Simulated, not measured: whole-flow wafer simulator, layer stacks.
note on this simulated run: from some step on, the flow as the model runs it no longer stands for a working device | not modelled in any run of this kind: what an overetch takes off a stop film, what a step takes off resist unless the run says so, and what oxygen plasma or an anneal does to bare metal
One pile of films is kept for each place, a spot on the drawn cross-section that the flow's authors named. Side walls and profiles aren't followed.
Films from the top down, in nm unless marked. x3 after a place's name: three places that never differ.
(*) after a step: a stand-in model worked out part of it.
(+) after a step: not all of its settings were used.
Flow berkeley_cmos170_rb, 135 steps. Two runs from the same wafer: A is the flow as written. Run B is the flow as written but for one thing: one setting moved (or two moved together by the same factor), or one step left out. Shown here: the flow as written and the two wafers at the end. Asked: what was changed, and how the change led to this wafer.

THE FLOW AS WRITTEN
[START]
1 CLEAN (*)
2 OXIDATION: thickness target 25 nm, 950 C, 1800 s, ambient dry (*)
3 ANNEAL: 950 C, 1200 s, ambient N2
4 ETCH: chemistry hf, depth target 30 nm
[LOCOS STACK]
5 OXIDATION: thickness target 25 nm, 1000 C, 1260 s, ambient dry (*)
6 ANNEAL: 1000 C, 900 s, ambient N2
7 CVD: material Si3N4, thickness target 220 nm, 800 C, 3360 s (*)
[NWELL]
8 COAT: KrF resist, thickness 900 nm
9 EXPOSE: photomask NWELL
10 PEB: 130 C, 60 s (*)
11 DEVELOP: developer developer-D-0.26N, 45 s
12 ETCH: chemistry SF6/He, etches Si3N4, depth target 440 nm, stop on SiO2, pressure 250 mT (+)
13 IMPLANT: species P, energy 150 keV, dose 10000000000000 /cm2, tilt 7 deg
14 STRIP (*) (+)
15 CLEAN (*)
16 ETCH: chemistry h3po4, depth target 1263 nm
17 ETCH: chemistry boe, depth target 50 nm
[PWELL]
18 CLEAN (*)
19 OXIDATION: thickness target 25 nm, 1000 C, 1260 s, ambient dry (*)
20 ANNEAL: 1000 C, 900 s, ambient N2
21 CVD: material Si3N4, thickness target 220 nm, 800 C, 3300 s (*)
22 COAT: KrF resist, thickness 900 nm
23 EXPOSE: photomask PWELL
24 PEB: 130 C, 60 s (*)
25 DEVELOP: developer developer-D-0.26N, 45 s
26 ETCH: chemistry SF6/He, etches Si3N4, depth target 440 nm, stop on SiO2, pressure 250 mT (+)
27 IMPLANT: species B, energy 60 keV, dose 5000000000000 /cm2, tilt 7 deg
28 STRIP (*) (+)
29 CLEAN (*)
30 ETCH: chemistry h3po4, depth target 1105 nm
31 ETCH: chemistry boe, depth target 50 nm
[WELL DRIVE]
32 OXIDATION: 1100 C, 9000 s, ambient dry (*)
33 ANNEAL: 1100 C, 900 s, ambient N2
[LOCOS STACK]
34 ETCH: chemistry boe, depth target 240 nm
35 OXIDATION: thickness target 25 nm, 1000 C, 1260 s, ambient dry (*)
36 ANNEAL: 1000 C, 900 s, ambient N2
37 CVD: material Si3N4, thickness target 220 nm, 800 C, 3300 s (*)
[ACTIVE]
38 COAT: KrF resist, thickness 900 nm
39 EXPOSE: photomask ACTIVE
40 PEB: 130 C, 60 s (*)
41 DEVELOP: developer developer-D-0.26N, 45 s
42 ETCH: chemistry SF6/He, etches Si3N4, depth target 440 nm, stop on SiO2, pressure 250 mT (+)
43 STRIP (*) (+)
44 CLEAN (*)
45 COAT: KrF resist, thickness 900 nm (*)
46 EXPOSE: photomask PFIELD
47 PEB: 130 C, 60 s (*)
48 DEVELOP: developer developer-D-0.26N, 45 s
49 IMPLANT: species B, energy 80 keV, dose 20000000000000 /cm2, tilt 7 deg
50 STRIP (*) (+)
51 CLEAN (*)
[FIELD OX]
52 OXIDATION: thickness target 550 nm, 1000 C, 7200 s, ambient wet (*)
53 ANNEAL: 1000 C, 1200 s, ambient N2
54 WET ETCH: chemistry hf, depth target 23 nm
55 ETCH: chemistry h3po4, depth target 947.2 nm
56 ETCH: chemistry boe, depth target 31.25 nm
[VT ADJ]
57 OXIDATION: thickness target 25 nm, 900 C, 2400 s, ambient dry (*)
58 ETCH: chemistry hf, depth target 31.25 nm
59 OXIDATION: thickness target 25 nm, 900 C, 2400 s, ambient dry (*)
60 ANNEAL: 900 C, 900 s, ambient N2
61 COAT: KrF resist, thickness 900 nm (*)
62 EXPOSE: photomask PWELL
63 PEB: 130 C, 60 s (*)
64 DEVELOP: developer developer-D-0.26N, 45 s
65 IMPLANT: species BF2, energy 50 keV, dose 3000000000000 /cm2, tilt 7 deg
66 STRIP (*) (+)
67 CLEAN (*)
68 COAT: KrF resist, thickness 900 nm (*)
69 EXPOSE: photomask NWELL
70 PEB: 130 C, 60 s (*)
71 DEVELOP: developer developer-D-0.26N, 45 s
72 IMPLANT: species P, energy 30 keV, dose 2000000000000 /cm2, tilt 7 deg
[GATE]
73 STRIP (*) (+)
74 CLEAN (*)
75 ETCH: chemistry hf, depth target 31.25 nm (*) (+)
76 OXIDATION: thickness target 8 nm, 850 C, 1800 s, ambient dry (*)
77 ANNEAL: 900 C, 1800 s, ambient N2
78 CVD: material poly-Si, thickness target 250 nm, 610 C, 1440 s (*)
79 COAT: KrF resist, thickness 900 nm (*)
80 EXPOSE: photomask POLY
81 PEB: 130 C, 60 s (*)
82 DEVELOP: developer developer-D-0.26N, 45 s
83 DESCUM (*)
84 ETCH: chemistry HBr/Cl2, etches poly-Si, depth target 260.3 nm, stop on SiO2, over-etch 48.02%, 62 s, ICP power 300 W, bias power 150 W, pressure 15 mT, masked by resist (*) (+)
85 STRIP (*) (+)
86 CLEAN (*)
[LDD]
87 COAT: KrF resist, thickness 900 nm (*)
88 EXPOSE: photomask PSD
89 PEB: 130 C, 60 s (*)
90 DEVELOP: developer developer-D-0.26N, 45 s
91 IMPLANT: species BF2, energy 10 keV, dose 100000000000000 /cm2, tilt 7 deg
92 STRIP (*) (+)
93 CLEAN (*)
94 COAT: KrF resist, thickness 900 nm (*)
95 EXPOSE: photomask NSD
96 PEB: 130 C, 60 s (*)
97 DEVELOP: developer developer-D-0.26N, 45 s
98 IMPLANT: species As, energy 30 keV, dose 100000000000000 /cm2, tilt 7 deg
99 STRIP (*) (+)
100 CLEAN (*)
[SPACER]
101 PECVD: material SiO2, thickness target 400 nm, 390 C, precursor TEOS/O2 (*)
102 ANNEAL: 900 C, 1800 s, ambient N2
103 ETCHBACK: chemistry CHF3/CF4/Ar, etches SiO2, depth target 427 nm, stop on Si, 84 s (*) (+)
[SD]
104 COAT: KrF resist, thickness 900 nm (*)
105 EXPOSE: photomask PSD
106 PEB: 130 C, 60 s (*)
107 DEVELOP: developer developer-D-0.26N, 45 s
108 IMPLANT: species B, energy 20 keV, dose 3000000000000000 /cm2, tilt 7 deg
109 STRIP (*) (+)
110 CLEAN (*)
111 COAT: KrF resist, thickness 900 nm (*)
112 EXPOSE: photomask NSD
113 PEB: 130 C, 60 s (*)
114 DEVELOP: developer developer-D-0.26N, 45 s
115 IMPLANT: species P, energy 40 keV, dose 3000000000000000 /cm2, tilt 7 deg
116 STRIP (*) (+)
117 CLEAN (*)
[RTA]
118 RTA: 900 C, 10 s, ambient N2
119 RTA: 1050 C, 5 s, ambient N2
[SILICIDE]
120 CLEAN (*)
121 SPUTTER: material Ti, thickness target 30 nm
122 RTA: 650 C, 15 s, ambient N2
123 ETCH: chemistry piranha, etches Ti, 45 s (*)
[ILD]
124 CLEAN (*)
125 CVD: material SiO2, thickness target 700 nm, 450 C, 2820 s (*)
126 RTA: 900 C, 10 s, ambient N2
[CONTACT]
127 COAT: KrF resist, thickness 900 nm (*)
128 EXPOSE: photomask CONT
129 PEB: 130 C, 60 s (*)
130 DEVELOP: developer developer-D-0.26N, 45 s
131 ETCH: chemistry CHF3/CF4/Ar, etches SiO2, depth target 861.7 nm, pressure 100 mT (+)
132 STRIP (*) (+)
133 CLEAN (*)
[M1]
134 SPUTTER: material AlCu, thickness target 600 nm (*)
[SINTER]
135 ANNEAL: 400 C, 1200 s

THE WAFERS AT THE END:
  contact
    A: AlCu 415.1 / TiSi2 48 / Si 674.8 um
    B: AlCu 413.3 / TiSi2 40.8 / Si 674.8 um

The cause: step 131, ETCH: depth target 1005 nm was run, where the flow has depth target 861.7 nm.

How the change led to this, step by step:
  131 ETCH: chemistry CHF3/CF4/Ar, etches SiO2, depth target 861.7 nm, pressure 100 mT (+)
      field, sd_n, spacer_n, gate, sd_p, spacer_p, gate_p, m1: A KrF resist -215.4 | B KrF resist -251.3
      contact: A SiO2 -700 (all of it), TiSi2 -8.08 | B SiO2 -700 (all of it), TiSi2 -15.3
  132 STRIP (*) (+)
      field: A KrF resist -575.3 (all of it) | B KrF resist -539.4 (all of it)
      sd_n: A KrF resist -780.4 (all of it) | B KrF resist -744.5 (all of it)
      (and at 6 more places)
